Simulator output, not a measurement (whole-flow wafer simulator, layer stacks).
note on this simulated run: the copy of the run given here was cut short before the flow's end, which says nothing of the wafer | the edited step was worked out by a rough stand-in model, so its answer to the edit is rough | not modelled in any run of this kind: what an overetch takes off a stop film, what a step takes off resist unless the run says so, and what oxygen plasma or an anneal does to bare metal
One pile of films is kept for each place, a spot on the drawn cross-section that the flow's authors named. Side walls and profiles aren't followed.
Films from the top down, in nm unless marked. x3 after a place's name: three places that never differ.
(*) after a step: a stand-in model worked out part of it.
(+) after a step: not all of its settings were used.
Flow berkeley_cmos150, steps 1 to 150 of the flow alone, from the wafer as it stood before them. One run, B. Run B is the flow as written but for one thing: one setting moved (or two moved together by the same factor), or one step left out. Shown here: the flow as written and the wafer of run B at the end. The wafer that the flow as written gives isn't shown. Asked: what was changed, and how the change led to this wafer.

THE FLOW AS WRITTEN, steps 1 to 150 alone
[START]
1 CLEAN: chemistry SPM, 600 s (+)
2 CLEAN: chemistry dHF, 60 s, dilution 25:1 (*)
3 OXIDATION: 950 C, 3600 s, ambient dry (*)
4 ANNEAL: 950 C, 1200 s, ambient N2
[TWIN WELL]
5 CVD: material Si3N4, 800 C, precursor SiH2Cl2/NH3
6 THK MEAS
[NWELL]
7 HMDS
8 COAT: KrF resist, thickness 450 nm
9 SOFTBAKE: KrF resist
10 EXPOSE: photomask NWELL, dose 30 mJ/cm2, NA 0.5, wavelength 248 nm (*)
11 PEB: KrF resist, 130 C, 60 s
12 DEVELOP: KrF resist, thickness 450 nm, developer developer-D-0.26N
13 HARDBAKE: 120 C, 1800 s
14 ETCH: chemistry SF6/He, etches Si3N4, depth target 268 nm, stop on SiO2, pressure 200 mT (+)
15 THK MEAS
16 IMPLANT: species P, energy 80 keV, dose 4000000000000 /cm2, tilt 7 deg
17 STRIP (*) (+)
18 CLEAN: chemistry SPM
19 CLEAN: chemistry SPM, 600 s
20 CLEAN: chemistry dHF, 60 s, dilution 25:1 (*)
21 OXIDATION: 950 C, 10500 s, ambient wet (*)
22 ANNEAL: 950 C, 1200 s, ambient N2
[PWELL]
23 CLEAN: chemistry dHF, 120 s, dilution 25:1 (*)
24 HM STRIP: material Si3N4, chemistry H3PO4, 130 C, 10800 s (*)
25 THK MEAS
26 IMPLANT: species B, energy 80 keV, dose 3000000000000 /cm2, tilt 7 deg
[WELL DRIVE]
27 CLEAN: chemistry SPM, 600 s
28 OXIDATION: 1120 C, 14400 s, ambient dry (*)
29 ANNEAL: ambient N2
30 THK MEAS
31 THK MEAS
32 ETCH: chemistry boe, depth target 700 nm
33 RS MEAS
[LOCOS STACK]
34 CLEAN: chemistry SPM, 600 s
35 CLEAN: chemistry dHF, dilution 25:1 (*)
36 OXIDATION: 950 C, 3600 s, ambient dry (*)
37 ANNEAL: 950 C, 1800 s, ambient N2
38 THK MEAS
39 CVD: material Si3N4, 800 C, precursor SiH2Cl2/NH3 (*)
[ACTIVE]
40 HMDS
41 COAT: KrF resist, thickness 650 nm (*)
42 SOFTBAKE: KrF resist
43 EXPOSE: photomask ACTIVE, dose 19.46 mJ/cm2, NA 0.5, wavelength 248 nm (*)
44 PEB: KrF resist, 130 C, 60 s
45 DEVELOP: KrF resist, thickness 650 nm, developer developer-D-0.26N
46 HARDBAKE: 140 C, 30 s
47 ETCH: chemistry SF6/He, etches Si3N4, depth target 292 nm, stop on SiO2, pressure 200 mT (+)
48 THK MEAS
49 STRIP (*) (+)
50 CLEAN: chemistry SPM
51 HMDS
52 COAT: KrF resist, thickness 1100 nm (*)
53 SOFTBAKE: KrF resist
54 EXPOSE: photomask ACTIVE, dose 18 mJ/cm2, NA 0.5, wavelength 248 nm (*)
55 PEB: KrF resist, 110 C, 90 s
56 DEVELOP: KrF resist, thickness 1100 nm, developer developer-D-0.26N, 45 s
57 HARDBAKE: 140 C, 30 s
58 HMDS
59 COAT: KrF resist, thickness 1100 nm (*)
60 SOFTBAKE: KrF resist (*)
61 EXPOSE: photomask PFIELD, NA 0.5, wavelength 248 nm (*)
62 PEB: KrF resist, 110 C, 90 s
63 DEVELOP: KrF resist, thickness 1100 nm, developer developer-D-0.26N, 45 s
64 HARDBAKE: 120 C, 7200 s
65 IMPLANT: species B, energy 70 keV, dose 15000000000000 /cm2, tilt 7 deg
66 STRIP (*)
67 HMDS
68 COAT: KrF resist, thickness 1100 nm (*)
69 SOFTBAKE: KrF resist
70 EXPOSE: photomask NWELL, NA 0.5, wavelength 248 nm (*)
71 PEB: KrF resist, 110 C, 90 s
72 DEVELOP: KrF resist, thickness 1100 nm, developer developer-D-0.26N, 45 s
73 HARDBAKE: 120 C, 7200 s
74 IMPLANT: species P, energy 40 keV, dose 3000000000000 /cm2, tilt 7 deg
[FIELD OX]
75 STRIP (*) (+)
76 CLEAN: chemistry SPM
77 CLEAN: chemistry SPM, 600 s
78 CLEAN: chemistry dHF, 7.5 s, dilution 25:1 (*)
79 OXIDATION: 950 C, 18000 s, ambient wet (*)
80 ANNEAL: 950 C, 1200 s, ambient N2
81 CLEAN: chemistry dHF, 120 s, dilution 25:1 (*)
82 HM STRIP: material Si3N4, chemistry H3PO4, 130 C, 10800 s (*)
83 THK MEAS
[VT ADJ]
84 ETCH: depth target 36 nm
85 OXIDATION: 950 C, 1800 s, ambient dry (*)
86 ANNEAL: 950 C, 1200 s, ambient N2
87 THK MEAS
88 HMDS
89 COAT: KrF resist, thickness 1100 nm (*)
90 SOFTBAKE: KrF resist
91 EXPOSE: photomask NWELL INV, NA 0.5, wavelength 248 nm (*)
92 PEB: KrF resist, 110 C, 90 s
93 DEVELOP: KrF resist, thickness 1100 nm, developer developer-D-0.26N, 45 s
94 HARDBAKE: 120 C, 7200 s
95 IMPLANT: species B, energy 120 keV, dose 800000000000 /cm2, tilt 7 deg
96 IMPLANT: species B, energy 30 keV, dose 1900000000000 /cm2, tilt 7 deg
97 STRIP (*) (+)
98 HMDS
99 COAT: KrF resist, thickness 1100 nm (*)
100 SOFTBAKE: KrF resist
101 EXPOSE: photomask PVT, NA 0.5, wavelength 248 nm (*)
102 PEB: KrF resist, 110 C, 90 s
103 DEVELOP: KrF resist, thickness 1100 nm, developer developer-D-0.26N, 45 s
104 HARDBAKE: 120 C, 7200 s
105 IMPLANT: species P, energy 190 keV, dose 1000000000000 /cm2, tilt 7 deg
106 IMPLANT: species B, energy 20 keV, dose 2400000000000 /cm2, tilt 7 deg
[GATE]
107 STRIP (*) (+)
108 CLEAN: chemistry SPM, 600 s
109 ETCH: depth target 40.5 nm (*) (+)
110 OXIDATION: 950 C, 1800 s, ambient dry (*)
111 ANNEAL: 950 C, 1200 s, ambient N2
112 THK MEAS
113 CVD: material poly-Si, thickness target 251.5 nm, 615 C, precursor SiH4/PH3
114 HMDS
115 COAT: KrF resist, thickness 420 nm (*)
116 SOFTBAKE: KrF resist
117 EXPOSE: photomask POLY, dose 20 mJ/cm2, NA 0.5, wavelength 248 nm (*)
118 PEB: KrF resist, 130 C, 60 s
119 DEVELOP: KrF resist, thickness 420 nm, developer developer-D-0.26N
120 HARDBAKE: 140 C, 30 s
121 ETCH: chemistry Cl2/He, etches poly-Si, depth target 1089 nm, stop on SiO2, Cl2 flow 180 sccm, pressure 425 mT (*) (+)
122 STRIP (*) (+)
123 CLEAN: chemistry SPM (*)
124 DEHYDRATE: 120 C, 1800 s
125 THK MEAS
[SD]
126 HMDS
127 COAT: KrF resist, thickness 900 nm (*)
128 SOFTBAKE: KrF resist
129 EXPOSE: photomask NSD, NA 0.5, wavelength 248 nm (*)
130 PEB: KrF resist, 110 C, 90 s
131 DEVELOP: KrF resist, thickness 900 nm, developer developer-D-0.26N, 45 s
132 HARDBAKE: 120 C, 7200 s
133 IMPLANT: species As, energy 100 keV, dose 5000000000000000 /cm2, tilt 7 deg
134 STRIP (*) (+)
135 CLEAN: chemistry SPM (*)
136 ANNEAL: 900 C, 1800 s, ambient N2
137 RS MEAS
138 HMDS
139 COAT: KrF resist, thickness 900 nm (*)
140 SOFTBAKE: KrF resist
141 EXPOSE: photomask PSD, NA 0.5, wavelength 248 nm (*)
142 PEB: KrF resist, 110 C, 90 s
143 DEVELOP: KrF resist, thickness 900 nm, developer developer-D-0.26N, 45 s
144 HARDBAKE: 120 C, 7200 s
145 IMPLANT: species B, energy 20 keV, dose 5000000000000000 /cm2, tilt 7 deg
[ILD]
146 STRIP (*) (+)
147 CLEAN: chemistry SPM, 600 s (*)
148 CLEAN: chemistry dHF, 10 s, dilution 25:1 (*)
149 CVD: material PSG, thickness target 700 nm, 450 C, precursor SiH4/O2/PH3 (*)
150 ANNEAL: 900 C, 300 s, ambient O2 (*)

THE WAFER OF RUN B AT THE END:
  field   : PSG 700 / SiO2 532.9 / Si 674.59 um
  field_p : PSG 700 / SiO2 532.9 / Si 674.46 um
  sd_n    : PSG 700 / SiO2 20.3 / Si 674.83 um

The cause: step 109, ETCH: depth target 30.13 nm was run, where the flow has depth target 40.5 nm.

How the change led to this, step by step:
  109 ETCH: depth target 40.5 nm (*) (+)
      sd_n: SiO2 -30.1 (as written it would be: SiO2 -40.4 (all of it))
      field, field_p: SiO2 -30.1 (as written it would be: SiO2 -40.5)
  110 OXIDATION: 950 C, 1800 s, ambient dry (*)
      sd_n: SiO2 +15.1, Si -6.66 (as written it would be: SiO2 +20.4 (new film), Si -8.98)
  122 STRIP (*) (+)
      gate_n: chemical SiO2 +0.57 (new film), KrF resist -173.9 (all of it), poly-Si -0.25 (as written it would be: chemical SiO2 +0.57 (new film), KrF resist -169.8 (all of it), poly-Si -0.25)
